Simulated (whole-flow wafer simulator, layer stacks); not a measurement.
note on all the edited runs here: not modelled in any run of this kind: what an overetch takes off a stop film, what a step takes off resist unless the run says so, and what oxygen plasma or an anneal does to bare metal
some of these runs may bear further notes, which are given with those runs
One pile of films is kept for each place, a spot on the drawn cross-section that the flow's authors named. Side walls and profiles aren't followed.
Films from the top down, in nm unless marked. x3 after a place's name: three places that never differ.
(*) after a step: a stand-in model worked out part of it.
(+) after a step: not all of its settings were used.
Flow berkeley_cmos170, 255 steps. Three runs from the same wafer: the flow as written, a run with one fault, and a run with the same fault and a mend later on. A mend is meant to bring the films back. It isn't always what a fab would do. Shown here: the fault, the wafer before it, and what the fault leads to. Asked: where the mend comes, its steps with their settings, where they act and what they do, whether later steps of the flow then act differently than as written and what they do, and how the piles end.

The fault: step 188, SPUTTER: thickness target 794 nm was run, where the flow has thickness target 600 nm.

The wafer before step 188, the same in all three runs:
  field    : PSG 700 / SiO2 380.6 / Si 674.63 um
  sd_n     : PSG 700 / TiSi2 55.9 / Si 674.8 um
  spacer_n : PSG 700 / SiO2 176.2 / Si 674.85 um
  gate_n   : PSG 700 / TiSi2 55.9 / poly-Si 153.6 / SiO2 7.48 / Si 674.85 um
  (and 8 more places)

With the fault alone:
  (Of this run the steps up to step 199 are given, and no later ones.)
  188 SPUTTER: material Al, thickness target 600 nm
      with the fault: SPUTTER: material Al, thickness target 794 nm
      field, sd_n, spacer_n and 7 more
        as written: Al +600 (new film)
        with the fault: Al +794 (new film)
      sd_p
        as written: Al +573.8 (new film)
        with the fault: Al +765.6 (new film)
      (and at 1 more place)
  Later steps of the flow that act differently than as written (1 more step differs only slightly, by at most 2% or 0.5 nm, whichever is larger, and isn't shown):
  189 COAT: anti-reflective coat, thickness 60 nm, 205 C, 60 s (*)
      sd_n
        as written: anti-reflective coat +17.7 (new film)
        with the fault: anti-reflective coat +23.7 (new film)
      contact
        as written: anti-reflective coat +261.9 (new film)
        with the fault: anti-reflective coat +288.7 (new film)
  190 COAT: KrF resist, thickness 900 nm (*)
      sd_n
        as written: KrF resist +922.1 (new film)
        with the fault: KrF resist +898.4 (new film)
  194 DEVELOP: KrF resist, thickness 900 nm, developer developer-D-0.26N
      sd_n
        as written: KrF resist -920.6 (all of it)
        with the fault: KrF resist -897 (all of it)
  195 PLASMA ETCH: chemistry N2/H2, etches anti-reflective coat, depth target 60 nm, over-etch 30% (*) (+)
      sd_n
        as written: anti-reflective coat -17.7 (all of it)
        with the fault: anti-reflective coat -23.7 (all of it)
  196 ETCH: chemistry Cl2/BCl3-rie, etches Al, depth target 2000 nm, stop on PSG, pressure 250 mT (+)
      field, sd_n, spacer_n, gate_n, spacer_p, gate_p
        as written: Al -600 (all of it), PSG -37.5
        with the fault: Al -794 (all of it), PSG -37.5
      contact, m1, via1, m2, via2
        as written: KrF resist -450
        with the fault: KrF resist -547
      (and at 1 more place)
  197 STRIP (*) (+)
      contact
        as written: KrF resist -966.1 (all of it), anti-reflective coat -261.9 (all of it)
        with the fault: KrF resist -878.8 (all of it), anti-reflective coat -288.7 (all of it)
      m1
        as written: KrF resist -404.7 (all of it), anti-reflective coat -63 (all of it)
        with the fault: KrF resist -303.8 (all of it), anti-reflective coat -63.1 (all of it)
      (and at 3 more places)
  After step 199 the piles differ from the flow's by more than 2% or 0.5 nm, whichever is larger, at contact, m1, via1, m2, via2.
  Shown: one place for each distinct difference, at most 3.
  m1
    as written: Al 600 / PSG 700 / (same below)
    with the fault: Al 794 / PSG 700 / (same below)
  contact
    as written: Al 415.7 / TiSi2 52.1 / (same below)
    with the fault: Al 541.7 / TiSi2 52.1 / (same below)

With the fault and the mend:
  The mend comes after step 188.
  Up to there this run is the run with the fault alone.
  188a ETCH: chemistry al pan, depth target 913.1 nm
      field, sd_n, spacer_n and 7 more
        Al -794 (all of it)
      sd_p
        Al -765.6 (all of it)
      contact
        Al -541.7 (all of it)
  188b SPUTTER: material Al, thickness target 600 nm (the flow's step 188 once more)
      field, sd_n, spacer_n and 7 more
        Al +600 (new film)
      sd_p
        Al +573.8 (new film)
      contact
        Al +415.7 (new film)
  No later step of the flow acts differently than as written at any place that is followed.
  At the end the piles are the same as the flow's at every place that both follow.
